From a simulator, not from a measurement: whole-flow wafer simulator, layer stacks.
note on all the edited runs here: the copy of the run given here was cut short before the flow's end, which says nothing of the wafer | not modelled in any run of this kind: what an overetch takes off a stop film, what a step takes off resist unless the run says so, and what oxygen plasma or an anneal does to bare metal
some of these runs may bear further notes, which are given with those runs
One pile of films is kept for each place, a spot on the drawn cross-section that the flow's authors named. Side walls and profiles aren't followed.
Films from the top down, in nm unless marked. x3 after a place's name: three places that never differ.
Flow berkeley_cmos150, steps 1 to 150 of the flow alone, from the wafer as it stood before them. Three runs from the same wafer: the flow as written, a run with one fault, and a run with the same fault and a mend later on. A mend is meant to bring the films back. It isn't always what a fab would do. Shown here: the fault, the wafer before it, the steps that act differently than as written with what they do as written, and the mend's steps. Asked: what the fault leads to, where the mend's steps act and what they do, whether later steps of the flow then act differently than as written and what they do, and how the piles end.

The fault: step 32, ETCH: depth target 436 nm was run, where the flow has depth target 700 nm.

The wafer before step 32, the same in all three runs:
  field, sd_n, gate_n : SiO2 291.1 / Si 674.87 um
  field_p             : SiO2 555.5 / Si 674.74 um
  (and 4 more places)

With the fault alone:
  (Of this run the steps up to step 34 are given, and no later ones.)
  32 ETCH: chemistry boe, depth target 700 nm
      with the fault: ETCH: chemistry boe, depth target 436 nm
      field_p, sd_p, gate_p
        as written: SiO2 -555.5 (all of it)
        with the fault: SiO2 -436
  Later steps of the flow that act differently than as written:
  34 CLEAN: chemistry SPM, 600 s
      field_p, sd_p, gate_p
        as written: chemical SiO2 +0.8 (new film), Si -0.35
        with the fault: nothing
  After step 34 the piles differ from the flow's by more than 2% or 0.5 nm, whichever is larger, at field_p, sd_p, gate_p.
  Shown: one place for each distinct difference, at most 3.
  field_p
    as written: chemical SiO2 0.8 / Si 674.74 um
    with the fault: SiO2 119.5 / Si 674.74 um

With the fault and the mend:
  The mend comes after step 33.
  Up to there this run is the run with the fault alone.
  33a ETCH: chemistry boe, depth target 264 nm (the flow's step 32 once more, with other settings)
      field_p, sd_p, gate_p
        SiO2 -119.5 (all of it)
  No later step of the flow acts differently than as written at any place that is followed.
  At the end the piles are the same as the flow's at every place that both follow.
